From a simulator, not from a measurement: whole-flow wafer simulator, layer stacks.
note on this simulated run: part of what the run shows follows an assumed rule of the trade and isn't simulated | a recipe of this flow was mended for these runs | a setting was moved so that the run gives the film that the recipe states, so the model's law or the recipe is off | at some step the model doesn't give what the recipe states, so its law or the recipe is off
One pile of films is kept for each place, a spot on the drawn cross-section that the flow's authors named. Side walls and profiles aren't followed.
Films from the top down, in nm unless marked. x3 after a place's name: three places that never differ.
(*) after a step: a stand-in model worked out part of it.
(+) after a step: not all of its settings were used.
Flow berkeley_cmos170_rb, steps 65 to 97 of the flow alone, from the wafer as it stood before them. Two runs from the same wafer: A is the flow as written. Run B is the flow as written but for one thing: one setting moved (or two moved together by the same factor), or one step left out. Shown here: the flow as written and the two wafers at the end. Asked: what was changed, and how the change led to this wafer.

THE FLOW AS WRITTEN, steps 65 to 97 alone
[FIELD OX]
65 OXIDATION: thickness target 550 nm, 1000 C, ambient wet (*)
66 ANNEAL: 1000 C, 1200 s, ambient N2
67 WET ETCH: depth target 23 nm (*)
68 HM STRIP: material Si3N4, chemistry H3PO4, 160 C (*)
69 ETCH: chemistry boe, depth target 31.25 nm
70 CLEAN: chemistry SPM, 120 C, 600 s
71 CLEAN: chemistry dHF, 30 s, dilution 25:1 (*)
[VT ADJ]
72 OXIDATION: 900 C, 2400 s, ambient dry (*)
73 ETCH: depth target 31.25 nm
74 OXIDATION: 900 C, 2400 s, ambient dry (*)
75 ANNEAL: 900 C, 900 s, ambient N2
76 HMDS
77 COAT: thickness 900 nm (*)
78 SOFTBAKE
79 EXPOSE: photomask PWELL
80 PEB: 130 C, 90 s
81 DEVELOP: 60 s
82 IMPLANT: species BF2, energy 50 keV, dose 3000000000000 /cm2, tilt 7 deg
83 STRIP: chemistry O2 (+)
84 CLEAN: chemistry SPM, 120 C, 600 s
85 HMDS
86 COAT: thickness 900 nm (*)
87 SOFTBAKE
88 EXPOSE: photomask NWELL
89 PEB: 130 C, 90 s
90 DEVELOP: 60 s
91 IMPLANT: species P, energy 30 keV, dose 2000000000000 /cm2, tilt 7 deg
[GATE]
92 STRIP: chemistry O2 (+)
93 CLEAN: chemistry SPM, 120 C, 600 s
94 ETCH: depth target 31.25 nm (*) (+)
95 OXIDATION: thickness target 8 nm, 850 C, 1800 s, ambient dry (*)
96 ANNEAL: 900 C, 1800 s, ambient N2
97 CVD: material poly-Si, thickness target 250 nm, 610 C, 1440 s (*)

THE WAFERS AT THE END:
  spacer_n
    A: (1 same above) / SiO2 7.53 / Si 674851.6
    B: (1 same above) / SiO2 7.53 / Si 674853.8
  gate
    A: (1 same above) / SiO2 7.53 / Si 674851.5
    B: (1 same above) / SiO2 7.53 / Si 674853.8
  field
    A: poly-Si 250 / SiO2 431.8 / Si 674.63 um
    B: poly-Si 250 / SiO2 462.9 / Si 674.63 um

The cause: step 69, ETCH: chemistry boe, depth target 31.25 nm, was left out.

How the change led to this, step by step:
  70 CLEAN: chemistry SPM, 120 C, 600 s
      sd_n, spacer_n, gate, sd_p, spacer_p, gate_p, contact, m1: A chemical SiO2 +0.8 (new film), Si -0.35 | B nothing
  71 CLEAN: chemistry dHF, 30 s, dilution 25:1 (*)
      sd_n, spacer_n, gate, sd_p, spacer_p, gate_p, contact, m1: A chemical SiO2 -0.8 (all of it) | B SiO2 -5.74
  72 OXIDATION: 900 C, 2400 s, ambient dry (*)
      spacer_n, gate, sd_p, spacer_p, gate_p, contact, m1: A SiO2 +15 (new film), Si -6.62 | B SiO2 +10.7, Si -4.69
      sd_n: A SiO2 +15 (new film), Si -6.62 | B SiO2 +10.4, Si -4.58
  73 ETCH: depth target 31.25 nm
      spacer_n, gate, sd_p, spacer_p, gate_p, contact, m1: A SiO2 -15 (all of it) | B SiO2 -28.2 (all of it)
      sd_n: A SiO2 -15 (all of it) | B SiO2 -29.5 (all of it)
